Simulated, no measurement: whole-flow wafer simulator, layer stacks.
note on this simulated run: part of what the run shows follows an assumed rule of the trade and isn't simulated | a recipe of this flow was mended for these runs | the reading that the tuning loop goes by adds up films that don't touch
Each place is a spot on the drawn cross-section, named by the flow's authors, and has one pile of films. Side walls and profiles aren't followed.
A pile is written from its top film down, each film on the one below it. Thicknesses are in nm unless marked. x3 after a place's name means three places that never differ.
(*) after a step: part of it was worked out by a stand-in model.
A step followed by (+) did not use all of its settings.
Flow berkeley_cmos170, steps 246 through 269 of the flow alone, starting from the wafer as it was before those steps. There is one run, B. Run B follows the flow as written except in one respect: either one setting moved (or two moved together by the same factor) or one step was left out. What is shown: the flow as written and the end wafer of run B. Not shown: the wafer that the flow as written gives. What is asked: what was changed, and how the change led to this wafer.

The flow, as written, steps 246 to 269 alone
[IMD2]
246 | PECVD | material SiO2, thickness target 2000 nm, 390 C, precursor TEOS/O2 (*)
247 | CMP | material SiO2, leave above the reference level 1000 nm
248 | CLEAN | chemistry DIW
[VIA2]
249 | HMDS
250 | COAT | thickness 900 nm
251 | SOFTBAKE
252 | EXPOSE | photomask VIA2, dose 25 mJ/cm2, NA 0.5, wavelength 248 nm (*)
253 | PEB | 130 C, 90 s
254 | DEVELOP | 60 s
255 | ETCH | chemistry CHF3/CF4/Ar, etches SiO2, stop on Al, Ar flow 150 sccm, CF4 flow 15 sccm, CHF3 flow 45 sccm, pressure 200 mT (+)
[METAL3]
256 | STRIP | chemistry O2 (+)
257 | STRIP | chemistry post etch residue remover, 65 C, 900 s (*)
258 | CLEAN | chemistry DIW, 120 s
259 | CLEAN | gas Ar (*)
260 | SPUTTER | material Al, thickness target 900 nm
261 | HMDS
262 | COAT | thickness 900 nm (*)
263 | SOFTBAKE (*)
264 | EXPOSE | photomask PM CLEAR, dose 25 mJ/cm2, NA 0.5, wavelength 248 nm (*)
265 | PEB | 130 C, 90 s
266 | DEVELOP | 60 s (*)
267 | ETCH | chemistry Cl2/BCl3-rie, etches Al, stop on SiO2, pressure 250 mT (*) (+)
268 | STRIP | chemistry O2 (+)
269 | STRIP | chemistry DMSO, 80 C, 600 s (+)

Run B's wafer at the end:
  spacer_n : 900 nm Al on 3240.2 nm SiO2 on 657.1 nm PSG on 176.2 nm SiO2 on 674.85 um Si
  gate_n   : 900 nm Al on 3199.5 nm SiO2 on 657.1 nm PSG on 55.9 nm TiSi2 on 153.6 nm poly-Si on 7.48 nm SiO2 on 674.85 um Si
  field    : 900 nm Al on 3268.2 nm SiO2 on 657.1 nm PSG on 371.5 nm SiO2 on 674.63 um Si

Cause: step 246, PECVD: thickness target 1850 nm was run, while the flow as written has thickness target 2000 nm.

How this came from the change, step by step:
  246 | PECVD | material SiO2, thickness target 2000 nm, 390 C, precursor TEOS/O2 (*)
      field, mark, sd_n, spacer_n, gate_n, sd_p, spacer_p, gate_p: SiO2 gains 1850 (in the flow as written it would be: SiO2 gains 2000)
      contact, m1, m2, via2: SiO2 gains 1850 (new film) (in the flow as written it would be: SiO2 gains 2000 (new film))
      (also at 1 further place)
  247 | CMP | material SiO2, leave above the reference level 1000 nm
      field, sd_n, spacer_n, gate_n, sd_p, spacer_p, gate_p: nothing (in the flow as written it would be: SiO2 loses 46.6)
      contact, m1, via1, m2, via2: SiO2 loses 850 (in the flow as written it would be: SiO2 loses 1000)
  250 | COAT | thickness 900 nm
      sd_n: KrF-resist gains 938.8 (new film) (in the flow as written it would be: KrF-resist gains 900 (new film))
      contact: KrF-resist gains 857.3 (new film) (in the flow as written it would be: KrF-resist gains 900 (new film))
      (also at 4 further places)
  254 | DEVELOP | 60 s
      via2: KrF-resist loses 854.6 (all of it) (in the flow as written it would be: KrF-resist loses 898 (all of it))
  256 | STRIP | chemistry O2 (+)
      sd_n: KrF-resist loses 646.4 (all of it) (in the flow as written it would be: KrF-resist loses 607.6 (all of it))
      contact: KrF-resist loses 565 (all of it) (in the flow as written it would be: KrF-resist loses 607.6 (all of it))
      (also at 3 further places)
  262 | COAT | thickness 900 nm (*)
      sd_n: KrF-resist gains 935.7 (new film) (in the flow as written it would be: KrF-resist gains 899.3 (new film))
      contact: KrF-resist gains 853.7 (new film) (in the flow as written it would be: KrF-resist gains 898.4 (new film))
      (also at 3 further places)
  268 | STRIP | chemistry O2 (+)
      sd_n: KrF-resist loses 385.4 (all of it) (in the flow as written it would be: KrF-resist loses 349 (all of it))
      contact: KrF-resist loses 303.6 (all of it) (in the flow as written it would be: KrF-resist loses 348.1 (all of it))
      (also at 4 further places)
